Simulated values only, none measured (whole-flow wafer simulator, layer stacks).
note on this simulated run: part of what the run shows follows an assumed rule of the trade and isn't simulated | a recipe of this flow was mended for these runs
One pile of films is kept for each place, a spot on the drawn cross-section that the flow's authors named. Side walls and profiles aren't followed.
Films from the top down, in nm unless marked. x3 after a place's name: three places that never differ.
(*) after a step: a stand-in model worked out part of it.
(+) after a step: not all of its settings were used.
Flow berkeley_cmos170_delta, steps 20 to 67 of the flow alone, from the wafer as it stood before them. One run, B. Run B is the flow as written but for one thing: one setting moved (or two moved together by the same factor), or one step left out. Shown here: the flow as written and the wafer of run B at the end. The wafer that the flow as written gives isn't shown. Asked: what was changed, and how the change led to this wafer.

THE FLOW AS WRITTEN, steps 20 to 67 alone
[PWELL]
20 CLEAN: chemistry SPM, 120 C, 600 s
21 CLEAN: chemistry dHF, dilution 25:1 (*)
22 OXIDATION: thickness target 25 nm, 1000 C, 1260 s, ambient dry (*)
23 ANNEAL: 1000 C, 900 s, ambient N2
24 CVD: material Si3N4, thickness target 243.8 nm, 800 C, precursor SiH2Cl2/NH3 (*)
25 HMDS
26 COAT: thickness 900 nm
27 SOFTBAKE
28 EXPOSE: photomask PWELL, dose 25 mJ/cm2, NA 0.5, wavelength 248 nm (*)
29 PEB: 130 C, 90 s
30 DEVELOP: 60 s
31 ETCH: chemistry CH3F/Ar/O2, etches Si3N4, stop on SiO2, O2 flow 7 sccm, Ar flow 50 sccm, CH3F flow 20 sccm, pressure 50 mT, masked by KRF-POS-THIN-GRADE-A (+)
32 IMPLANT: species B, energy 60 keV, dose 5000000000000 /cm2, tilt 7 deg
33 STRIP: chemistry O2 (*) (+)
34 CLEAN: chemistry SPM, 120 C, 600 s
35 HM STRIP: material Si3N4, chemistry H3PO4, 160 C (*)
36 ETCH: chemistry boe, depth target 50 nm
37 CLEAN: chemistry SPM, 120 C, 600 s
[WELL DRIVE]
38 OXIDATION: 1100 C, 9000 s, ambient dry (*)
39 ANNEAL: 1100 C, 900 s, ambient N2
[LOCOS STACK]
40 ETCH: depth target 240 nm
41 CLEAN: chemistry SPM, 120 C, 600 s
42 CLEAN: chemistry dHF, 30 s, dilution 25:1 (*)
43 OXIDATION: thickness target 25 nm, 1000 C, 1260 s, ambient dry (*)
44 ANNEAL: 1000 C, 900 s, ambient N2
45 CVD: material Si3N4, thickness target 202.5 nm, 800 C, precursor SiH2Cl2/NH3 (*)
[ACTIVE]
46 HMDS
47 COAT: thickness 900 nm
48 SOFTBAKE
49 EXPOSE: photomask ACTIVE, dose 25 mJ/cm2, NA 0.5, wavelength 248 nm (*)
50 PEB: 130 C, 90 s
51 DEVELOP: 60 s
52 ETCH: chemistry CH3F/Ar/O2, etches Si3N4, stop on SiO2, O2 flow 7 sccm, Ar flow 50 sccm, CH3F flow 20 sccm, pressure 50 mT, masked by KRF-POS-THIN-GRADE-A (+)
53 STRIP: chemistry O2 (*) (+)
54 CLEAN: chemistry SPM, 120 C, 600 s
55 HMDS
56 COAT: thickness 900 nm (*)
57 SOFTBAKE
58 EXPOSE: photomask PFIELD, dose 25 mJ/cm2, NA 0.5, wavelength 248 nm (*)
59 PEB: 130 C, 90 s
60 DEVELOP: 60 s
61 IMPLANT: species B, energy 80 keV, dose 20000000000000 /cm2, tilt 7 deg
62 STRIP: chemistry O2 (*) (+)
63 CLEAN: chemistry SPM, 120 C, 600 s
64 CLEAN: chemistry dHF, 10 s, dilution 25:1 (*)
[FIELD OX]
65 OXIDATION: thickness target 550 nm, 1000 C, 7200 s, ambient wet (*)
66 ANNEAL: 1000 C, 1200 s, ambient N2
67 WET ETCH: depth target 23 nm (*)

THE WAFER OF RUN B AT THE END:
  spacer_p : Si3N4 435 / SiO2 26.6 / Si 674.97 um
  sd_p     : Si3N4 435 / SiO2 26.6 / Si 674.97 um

The cause: step 35, HM STRIP: material Si3N4, chemistry H3PO4, 160 C (*), was left out.

How the change led to this, step by step:
  36 ETCH: chemistry boe, depth target 50 nm
      sd_p, spacer_p, gate_p: Si3N4 -0.5 (as written it would be: SiO2 -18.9 (all of it))
      field, sd_n, spacer_n, gate, contact, m1: SiO2 -22.5 (all of it) (as written it would be: SiO2 -7.01 (all of it))
  37 CLEAN: chemistry SPM, 120 C, 600 s
      sd_p, spacer_p, gate_p: nothing (as written it would be: chemical SiO2 +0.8 (new film), Si -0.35)
  38 OXIDATION: 1100 C, 9000 s, ambient dry (*)
      sd_p, spacer_p, gate_p: nothing (as written it would be: SiO2 +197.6 (new film), chemical SiO2 -0.8 (all of it), Si -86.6)
  40 ETCH: depth target 240 nm
      sd_p, spacer_p, gate_p: Si3N4 -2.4 (as written it would be: SiO2 -197.6 (all of it))
  41 CLEAN: chemistry SPM, 120 C, 600 s
      sd_p, spacer_p, gate_p: nothing (as written it would be: chemical SiO2 +0.8 (new film), Si -0.35)
  42 CLEAN: chemistry dHF, 30 s, dilution 25:1 (*)
      sd_p, spacer_p, gate_p: Si3N4 -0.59 (as written it would be: chemical SiO2 -0.8 (all of it))
  43 OXIDATION: thickness target 25 nm, 1000 C, 1260 s, ambient dry (*)
      sd_p, spacer_p, gate_p: nothing (as written it would be: SiO2 +26.6 (new film), Si -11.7)
  45 CVD: material Si3N4, thickness target 202.5 nm, 800 C, precursor SiH2Cl2/NH3 (*)
      sd_p, spacer_p, gate_p: Si3N4 +202.5 (as written it would be: Si3N4 +202.5 (new film))
  47 COAT: thickness 900 nm
      sd_n: KrF-resist +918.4 (new film) (as written it would be: KrF-resist +900 (new film))
      sd_p: KrF-resist +737.3 (new film) (as written it would be: KrF-resist +900 (new film))
      (and at 2 more places)
  53 STRIP: chemistry O2 (*) (+)
      sd_n: KrF-resist -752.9 (all of it) (as written it would be: KrF-resist -734.6 (all of it))
      sd_p: KrF-resist -572.3 (all of it) (as written it would be: KrF-resist -734.6 (all of it))
      (and at 2 more places)
  56 COAT: thickness 900 nm (*)
      sd_p: KrF-resist +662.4 (new film) (as written it would be: KrF-resist +812.1 (new film))
      spacer_p: KrF-resist +708.3 (new film) (as written it would be: KrF-resist +828.5 (new film))
      (and at 1 more place)
  62 STRIP: chemistry O2 (*) (+)
      sd_p: KrF-resist -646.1 (all of it) (as written it would be: KrF-resist -795.4 (all of it))
      spacer_p: KrF-resist -691.9 (all of it) (as written it would be: KrF-resist -811.8 (all of it))
      (and at 1 more place)
  65 OXIDATION: thickness target 550 nm, 1000 C, 7200 s, ambient wet (*)
      sd_p: SiO2 +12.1 (new film), Si3N4 -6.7 (as written it would be: SiO2 +12.1 (new film), Si3N4 -6.7, SiO2 +0.15, Si -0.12)
